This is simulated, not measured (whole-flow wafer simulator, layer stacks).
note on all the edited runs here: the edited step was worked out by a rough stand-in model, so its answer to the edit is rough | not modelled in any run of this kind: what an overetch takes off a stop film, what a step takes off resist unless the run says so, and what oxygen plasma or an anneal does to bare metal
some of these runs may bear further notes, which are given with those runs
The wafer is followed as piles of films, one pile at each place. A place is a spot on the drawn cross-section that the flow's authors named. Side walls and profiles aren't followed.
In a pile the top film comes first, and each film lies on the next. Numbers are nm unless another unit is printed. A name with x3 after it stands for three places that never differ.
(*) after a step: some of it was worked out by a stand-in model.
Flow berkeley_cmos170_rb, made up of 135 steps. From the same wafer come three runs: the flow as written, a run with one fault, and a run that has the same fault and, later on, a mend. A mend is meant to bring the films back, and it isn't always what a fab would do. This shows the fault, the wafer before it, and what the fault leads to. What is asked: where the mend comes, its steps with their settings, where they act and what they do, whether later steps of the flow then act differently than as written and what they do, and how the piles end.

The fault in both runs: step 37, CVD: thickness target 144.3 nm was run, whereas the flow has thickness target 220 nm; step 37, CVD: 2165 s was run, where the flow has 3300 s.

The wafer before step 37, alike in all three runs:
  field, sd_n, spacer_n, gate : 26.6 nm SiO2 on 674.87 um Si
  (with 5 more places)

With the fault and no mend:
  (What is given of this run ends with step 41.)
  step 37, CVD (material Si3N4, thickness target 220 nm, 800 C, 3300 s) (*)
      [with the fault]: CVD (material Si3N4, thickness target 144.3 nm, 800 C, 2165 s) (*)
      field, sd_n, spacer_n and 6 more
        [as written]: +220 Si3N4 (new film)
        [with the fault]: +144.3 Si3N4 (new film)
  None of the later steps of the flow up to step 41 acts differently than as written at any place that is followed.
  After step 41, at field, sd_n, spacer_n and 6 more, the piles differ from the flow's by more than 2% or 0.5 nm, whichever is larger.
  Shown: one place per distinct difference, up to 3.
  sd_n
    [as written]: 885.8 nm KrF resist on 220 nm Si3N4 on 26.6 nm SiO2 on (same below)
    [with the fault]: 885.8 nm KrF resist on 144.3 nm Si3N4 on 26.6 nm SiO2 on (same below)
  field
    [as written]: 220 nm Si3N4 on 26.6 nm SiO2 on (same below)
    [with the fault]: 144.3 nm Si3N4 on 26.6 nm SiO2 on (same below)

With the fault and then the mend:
  The mend follows step 37.
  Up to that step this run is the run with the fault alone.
  step 37a, ETCH (chemistry h3po4, depth target 165.8 nm) (a further turn of the flow's step 30, with different settings)
      field, sd_n, spacer_n and 6 more
        -144.3 Si3N4 (all of it)
  step 37b, CLEAN (*)
      leaves every film unchanged at each place that is followed
  step 37c, CVD (material Si3N4, thickness target 220 nm, 800 C, 3300 s) (*) (a further turn of the flow's step 37)
      field, sd_n, spacer_n and 6 more
        +220 Si3N4 (new film)
  None of the later steps of the flow acts differently than as written at any place that is followed.
  By the end, the piles equal the flow's at every place that both follow.
